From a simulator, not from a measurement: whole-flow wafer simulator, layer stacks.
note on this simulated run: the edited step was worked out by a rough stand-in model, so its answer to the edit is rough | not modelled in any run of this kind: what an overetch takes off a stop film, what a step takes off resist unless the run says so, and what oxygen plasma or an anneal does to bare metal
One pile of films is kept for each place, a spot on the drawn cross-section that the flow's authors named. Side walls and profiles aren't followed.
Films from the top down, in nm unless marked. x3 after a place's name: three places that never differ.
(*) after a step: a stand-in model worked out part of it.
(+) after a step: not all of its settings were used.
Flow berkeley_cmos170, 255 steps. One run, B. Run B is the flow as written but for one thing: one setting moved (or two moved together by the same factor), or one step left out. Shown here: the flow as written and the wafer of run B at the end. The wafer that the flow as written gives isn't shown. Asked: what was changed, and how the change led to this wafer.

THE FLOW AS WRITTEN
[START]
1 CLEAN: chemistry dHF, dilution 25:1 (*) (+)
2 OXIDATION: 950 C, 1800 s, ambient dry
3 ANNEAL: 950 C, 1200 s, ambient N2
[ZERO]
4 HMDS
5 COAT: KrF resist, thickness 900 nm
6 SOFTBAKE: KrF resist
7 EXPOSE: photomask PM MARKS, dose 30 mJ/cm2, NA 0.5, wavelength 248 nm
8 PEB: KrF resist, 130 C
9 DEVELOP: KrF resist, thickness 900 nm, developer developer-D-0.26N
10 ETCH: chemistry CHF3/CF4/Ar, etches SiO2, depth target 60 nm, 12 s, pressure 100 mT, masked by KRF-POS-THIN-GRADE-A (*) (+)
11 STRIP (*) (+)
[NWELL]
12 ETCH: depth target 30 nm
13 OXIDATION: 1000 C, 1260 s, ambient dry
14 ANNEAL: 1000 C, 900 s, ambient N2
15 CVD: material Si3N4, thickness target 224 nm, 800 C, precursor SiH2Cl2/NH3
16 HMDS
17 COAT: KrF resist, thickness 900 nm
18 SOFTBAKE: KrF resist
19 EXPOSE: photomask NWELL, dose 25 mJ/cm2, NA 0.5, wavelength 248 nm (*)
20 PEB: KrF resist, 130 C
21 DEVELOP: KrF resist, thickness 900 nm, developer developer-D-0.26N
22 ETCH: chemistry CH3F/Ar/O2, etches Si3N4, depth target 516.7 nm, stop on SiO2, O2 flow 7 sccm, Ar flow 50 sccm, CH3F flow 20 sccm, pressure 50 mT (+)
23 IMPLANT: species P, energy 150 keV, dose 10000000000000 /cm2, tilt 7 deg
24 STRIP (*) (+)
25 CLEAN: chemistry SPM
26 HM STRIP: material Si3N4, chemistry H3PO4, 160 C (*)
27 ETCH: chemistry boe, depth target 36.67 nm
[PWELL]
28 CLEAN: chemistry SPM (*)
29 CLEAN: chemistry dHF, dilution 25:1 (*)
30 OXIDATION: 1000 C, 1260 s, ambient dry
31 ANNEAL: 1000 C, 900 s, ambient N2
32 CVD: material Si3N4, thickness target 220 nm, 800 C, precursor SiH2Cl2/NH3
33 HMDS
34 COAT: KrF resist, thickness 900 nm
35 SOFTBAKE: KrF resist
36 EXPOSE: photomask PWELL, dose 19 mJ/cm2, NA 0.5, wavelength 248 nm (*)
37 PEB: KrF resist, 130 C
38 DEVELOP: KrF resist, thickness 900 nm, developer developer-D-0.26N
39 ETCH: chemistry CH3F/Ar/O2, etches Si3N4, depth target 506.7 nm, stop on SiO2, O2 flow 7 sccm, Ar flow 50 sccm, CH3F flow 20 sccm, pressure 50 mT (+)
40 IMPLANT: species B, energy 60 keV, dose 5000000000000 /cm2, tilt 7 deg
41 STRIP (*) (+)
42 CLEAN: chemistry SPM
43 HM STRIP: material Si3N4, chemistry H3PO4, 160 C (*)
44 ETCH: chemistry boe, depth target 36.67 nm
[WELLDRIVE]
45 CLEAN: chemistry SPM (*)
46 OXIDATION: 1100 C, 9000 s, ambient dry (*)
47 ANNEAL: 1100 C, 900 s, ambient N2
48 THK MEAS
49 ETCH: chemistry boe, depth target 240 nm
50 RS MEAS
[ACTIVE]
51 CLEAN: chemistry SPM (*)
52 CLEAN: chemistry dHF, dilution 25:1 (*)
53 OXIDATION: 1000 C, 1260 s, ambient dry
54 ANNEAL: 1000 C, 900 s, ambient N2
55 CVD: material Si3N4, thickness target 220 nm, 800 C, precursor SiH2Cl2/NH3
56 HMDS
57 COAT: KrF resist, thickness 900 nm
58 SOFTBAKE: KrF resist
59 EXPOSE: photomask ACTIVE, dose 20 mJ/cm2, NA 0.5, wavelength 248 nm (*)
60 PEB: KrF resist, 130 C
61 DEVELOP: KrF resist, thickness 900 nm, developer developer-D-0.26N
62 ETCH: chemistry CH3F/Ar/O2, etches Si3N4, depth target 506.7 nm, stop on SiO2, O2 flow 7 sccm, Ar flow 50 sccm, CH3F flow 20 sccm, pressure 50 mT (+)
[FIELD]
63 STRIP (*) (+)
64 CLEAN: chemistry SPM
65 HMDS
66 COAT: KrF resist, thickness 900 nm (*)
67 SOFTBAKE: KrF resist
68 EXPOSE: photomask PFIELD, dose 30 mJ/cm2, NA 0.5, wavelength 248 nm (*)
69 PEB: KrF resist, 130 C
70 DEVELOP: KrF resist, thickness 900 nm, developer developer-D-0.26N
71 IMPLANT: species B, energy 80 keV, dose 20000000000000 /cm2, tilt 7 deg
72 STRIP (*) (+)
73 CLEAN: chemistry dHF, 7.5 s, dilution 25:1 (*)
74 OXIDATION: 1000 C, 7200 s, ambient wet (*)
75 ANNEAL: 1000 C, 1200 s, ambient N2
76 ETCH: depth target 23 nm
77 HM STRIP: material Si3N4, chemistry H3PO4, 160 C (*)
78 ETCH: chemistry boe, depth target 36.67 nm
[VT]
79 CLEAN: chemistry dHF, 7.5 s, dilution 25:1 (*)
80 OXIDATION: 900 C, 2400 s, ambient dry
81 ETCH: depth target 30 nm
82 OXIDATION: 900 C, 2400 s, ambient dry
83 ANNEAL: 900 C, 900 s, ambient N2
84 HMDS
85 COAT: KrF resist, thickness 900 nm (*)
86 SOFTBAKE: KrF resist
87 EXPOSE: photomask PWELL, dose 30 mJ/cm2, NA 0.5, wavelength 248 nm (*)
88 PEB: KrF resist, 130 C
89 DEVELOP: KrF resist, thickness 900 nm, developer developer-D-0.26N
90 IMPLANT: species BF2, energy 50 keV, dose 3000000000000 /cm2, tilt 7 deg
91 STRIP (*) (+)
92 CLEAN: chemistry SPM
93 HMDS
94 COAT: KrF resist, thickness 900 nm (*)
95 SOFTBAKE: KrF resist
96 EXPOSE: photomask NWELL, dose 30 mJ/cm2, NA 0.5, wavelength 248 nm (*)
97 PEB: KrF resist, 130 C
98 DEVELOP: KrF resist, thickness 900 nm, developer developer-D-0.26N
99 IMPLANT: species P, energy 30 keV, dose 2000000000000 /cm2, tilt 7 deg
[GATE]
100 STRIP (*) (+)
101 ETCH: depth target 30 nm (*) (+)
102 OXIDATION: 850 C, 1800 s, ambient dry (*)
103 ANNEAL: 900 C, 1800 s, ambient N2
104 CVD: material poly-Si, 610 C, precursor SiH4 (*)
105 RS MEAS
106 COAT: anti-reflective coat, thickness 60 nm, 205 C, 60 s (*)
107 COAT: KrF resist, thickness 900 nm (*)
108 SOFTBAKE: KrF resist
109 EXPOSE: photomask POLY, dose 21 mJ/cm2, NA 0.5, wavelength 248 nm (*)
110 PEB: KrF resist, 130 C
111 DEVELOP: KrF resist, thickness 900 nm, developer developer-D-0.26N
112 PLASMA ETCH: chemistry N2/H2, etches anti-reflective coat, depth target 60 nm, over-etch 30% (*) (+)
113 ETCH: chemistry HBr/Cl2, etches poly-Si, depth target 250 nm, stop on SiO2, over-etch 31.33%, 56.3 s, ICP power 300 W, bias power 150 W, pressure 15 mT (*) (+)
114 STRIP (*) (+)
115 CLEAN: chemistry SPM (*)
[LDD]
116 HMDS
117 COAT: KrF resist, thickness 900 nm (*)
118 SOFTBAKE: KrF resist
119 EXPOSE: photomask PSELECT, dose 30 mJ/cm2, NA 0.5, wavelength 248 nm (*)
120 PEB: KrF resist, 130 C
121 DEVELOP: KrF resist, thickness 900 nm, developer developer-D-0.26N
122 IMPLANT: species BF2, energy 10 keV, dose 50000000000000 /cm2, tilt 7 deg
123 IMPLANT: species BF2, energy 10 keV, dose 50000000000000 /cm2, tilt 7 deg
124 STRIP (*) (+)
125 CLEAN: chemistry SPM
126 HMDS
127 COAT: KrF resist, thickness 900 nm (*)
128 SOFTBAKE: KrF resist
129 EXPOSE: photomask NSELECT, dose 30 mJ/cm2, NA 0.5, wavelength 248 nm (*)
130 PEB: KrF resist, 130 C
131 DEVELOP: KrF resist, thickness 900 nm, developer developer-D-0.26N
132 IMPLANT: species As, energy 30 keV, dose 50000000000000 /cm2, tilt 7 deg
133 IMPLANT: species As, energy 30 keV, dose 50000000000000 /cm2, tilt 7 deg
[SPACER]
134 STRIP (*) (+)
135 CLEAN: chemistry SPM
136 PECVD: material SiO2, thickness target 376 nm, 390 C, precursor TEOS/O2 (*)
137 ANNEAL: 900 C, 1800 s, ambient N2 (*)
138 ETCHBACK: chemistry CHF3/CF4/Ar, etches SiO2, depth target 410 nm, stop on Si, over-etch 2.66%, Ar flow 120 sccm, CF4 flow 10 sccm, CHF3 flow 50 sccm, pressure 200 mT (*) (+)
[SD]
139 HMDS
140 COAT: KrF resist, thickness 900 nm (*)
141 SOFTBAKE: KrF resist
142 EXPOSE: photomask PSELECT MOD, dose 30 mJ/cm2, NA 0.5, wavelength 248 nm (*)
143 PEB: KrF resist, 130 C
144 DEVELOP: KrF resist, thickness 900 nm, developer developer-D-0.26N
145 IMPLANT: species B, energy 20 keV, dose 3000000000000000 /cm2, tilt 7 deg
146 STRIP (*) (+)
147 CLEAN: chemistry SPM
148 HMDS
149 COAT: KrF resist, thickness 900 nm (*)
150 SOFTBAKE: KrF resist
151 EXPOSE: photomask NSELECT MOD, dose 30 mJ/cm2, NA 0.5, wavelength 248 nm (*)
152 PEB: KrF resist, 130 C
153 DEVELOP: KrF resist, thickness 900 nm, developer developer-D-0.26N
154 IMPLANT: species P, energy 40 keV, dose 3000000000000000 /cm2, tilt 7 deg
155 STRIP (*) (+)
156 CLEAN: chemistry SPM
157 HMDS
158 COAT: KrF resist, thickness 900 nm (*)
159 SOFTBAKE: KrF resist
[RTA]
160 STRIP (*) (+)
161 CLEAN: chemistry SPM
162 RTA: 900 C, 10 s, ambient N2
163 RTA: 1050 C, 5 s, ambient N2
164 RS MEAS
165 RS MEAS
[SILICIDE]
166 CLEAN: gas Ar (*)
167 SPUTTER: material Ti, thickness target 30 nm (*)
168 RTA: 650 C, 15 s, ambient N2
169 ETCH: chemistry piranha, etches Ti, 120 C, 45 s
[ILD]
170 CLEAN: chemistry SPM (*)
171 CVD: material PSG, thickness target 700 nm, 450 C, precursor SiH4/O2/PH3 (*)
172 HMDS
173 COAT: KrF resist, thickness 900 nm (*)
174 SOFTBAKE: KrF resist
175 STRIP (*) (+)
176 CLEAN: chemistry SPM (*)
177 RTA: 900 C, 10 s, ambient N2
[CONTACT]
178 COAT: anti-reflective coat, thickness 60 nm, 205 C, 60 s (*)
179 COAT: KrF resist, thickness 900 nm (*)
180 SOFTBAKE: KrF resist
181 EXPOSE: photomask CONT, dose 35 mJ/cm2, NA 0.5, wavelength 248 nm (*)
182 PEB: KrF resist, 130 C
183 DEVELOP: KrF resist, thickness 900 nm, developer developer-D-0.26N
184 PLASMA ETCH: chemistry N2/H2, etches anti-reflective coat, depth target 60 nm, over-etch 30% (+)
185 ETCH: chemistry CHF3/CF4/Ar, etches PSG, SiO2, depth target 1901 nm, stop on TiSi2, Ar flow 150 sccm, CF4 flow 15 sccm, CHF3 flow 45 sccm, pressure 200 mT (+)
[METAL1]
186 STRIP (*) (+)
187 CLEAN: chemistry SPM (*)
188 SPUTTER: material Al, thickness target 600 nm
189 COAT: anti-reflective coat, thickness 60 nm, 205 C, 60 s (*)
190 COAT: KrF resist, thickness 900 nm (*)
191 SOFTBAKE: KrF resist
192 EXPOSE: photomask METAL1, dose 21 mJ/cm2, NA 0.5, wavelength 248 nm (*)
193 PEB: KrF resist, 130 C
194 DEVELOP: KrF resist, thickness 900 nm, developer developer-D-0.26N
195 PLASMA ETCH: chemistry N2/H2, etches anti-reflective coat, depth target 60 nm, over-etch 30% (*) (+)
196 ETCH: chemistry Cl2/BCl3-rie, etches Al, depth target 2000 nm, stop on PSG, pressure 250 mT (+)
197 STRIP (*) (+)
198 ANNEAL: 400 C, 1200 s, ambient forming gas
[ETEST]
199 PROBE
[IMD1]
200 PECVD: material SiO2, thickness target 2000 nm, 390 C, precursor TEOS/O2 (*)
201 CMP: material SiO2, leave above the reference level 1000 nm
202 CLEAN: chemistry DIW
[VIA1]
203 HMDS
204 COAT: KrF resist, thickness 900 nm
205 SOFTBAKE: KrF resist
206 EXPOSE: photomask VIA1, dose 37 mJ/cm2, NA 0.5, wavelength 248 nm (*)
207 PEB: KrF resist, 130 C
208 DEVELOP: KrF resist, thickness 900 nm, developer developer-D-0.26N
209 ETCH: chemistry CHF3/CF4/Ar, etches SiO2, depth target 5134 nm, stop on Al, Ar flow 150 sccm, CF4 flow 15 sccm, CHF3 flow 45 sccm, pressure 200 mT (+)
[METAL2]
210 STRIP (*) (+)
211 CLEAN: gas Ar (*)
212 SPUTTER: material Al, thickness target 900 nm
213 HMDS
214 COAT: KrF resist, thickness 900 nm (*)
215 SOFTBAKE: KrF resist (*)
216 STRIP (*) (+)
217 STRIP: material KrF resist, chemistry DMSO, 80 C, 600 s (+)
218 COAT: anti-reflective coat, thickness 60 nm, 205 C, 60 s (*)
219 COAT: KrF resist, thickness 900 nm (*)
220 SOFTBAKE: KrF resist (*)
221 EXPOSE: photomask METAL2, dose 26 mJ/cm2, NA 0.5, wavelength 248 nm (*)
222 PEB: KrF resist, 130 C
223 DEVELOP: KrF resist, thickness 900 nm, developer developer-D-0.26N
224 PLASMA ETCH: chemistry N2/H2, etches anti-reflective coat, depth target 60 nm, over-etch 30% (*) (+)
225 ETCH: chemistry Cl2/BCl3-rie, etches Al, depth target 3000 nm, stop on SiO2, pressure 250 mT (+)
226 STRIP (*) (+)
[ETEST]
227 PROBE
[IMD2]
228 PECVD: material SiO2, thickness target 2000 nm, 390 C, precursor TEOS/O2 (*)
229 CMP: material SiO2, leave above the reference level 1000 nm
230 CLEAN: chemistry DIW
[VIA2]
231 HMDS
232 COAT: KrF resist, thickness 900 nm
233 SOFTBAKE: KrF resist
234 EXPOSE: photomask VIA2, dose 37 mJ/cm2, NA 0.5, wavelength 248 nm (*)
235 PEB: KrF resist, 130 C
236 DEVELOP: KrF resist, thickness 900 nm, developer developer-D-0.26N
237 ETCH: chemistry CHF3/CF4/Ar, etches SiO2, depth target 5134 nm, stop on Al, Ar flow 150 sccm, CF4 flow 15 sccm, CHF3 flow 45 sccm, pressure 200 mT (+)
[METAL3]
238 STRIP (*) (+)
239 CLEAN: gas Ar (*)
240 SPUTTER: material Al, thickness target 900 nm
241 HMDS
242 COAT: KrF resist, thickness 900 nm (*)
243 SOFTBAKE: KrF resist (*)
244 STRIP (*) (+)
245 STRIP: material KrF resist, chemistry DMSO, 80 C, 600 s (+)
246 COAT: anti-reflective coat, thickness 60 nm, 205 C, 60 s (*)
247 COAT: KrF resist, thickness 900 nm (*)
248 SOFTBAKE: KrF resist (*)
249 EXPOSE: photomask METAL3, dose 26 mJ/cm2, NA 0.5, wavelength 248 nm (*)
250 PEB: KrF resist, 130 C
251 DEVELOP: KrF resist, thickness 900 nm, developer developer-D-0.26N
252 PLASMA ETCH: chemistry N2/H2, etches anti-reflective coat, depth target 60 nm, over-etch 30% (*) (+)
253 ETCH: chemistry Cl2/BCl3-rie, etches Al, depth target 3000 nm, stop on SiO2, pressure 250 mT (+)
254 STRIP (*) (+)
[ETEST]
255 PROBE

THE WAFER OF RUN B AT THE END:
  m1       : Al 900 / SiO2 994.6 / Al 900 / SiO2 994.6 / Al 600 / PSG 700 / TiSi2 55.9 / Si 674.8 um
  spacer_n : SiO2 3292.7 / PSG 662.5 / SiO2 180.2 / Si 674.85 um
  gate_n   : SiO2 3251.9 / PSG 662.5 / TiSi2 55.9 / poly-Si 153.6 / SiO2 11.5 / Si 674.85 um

The cause: step 102, OXIDATION: 892 C was run, where the flow has 850 C.

How the change led to this, step by step:
  102 OXIDATION: 850 C, 1800 s, ambient dry (*)
      sd_n, spacer_n, gate_n and 8 more: SiO2 +11.5 (new film), Si -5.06 (as written it would be: SiO2 +7.48 (new film), Si -3.29)
      field: SiO2 +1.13, Si -0.5 (as written it would be: SiO2 +0.51, Si -0.23)
